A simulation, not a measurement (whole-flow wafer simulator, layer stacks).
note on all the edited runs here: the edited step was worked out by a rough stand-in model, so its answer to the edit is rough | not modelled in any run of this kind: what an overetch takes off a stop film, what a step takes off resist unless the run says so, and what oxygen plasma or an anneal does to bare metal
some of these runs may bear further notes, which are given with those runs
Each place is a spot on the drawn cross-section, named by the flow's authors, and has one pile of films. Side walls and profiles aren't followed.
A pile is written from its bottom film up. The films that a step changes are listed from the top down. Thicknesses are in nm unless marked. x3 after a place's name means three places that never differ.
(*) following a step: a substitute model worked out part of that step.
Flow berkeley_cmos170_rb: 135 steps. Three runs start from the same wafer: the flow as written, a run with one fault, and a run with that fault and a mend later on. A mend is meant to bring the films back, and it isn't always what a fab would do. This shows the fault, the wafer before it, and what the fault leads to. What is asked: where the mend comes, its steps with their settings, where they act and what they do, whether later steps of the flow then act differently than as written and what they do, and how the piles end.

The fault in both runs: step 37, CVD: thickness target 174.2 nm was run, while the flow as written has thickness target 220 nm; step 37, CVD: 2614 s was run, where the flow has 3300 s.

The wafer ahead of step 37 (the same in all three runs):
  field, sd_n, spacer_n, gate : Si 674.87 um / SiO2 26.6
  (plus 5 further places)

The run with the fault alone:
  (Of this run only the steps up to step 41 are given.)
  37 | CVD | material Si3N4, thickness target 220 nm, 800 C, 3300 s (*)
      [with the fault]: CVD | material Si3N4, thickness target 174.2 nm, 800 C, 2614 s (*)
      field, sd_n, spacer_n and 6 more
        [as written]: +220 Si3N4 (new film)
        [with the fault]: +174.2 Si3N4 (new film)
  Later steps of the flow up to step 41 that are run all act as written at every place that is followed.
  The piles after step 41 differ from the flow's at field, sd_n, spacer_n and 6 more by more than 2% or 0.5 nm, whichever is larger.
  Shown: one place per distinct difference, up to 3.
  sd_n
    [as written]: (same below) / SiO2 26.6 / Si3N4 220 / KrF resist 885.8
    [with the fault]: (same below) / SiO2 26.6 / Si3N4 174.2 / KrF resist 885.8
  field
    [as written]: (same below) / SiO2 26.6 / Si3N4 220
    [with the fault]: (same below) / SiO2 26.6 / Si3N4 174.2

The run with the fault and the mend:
  The mend stands after step 37.
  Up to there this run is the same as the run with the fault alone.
  37a | CVD | material Si3N4, thickness target 45.76 nm, 800 C, 686 s (*) (a further turn of the flow's step 37, with different settings)
      field, sd_n, spacer_n and 6 more
        +45.8 Si3N4
  Later steps of the flow that are run all act as written at every place that is followed, up to a difference of at most 2% or 0.5 nm, whichever is larger.
  At every place that both follow, the piles at the end match the flow's.
